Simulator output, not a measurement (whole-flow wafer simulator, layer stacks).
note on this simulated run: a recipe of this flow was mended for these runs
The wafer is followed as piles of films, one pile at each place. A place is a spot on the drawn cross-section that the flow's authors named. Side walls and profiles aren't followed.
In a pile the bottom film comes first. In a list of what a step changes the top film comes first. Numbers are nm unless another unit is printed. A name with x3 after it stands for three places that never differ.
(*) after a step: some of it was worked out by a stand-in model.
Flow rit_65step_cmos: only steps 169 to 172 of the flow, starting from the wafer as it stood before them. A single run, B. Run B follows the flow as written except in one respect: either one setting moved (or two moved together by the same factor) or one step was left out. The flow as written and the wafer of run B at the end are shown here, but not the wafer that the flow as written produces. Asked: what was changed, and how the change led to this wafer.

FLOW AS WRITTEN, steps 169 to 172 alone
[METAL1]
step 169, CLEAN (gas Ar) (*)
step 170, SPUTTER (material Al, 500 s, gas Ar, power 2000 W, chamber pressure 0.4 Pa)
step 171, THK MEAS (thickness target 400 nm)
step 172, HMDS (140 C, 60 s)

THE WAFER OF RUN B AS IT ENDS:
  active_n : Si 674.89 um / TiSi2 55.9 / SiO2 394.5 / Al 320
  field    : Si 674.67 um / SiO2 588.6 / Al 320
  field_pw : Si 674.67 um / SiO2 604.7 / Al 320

What caused this: step 170, SPUTTER: 400 s was run, while the flow as written has 500 s.

The path from the change to this, step by step:
  step 170, SPUTTER (material Al, 500 s, gas Ar, power 2000 W, chamber pressure 0.4 Pa)
      field, field_pw, field_nw and 10 more: Al gains 320 (new film) (it would be, as written: Al gains 400 (new film))
      contact: Al gains 207.8 (new film) (it would be, as written: Al gains 255.4 (new film))
